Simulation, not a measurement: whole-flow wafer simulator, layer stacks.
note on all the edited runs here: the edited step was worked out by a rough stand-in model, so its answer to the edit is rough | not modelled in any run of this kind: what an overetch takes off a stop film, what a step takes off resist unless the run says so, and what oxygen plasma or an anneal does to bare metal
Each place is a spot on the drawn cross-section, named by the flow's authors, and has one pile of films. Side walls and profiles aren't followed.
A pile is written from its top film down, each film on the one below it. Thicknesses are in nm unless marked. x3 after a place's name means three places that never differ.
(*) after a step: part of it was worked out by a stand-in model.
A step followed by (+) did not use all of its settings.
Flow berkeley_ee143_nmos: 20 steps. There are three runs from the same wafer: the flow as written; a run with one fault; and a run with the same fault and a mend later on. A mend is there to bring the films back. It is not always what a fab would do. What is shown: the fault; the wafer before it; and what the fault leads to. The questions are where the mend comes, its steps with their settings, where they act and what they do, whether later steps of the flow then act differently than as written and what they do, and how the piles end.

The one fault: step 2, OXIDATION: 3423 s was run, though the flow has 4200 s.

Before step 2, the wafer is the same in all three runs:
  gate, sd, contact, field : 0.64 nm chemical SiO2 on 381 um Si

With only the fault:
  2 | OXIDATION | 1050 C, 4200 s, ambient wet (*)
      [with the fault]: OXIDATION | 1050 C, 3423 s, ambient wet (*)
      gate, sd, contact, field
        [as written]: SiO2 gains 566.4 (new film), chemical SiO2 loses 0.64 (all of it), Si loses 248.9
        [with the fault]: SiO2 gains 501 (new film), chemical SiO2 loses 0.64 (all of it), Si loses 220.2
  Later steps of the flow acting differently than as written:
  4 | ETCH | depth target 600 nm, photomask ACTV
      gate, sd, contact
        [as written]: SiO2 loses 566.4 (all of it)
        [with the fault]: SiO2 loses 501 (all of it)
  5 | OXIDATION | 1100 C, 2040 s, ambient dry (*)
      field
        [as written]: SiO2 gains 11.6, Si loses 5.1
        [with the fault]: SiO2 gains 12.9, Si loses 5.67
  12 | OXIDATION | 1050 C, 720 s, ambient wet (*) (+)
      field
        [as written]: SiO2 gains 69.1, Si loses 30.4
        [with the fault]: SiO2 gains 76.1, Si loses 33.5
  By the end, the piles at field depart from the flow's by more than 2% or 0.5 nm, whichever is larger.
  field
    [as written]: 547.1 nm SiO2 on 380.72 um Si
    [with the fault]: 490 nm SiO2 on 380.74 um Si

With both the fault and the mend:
  After step 2 comes the mend.
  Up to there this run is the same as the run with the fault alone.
  2a | OXIDATION | 1050 C, 777 s, ambient wet (*) (the flow's step 2, run once more with other settings)
      gate, sd, contact, field
        SiO2 gains 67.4, Si loses 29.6
  Every later step of the flow that is run acts as written, at every place that is followed, to within 2% or 0.5 nm, whichever is larger.
  When the end is reached, the piles differ only a little from the flow's at the places that both follow, at most by 2% or 0.5 nm, whichever is larger.
